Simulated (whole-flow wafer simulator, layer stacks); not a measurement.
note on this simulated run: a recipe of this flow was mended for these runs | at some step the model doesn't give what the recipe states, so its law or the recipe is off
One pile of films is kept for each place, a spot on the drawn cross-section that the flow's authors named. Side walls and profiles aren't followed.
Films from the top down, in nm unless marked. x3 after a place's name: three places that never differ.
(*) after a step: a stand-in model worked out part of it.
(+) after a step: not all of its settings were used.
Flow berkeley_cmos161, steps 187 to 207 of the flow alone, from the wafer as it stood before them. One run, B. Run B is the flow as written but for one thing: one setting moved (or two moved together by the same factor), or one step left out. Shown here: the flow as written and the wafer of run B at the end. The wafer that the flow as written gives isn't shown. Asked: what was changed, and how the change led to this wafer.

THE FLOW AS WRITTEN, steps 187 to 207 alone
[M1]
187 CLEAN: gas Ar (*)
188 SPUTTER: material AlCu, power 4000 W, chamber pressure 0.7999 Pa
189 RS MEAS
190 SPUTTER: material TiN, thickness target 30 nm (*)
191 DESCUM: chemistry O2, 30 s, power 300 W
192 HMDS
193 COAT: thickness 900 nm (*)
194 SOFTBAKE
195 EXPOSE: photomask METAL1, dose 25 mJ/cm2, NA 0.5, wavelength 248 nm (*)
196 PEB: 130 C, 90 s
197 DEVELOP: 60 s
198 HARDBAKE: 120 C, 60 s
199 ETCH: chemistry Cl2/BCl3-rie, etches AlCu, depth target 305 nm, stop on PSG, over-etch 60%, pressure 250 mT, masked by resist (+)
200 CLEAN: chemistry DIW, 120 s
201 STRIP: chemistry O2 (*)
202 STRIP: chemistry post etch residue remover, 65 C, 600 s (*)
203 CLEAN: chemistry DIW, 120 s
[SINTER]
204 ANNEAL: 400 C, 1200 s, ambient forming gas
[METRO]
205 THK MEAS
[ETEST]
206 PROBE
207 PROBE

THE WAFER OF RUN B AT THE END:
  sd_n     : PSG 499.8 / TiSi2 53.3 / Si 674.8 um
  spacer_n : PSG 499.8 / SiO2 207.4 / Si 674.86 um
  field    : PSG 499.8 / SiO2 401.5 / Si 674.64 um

The cause: step 199, ETCH: depth target 415 nm was run, where the flow has depth target 305 nm.

How the change led to this, step by step:
  199 ETCH: chemistry Cl2/BCl3-rie, etches AlCu, depth target 305 nm, stop on PSG, over-etch 60%, pressure 250 mT, masked by resist (+)
      field, sd_n, spacer_n, gate_n, spacer_p, gate_p: TiN -30 (all of it), AlCu -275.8 (all of it), PSG -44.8 (as written it would be: TiN -30 (all of it), AlCu -275.8 (all of it), PSG -22.8)
      contact, m1: KrF-resist -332 (as written it would be: KrF-resist -244)
      (and at 1 more place)
  201 STRIP: chemistry O2 (*)
      contact: KrF-resist -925 (all of it) (as written it would be: KrF-resist -1013 (all of it))
      m1: KrF-resist -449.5 (all of it) (as written it would be: KrF-resist -537.5 (all of it))
